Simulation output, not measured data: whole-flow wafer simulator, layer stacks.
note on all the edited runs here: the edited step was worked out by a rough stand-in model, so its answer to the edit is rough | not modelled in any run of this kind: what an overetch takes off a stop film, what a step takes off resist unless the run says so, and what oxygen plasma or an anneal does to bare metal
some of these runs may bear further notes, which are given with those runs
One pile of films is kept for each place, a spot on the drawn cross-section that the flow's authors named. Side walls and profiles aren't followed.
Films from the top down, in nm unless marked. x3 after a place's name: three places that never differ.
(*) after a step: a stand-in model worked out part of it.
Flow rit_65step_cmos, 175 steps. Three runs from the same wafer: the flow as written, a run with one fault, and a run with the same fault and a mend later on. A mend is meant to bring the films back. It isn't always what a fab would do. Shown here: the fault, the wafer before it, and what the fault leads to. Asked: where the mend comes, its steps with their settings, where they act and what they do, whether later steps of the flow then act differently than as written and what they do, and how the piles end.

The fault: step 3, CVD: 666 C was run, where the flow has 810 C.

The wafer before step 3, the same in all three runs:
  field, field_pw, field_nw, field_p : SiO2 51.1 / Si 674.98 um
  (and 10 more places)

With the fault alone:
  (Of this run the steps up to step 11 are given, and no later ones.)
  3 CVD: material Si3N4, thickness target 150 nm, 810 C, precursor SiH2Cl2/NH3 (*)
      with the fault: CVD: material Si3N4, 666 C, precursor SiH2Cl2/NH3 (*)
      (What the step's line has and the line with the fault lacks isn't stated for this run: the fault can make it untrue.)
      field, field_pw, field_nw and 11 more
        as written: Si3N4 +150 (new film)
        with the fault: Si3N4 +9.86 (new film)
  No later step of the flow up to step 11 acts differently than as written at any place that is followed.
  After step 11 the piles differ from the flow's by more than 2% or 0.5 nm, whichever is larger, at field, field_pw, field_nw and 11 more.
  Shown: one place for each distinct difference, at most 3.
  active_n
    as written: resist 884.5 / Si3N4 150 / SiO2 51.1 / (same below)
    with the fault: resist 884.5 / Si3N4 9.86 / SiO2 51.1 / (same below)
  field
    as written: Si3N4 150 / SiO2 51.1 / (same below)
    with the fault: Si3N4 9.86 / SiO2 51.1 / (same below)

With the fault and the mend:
  The mend comes after step 4.
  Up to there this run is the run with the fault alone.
  4a CVD: material Si3N4, thickness target 140 nm, 810 C, precursor SiH2Cl2/NH3 (*) (the flow's step 3 once more, with other settings)
      field, field_pw, field_nw and 11 more
        Si3N4 +140
  No later step of the flow acts differently than as written, at any place that is followed, by more than 2% or 0.5 nm, whichever is larger.
  At the end the piles are the same as the flow's at every place that both follow.
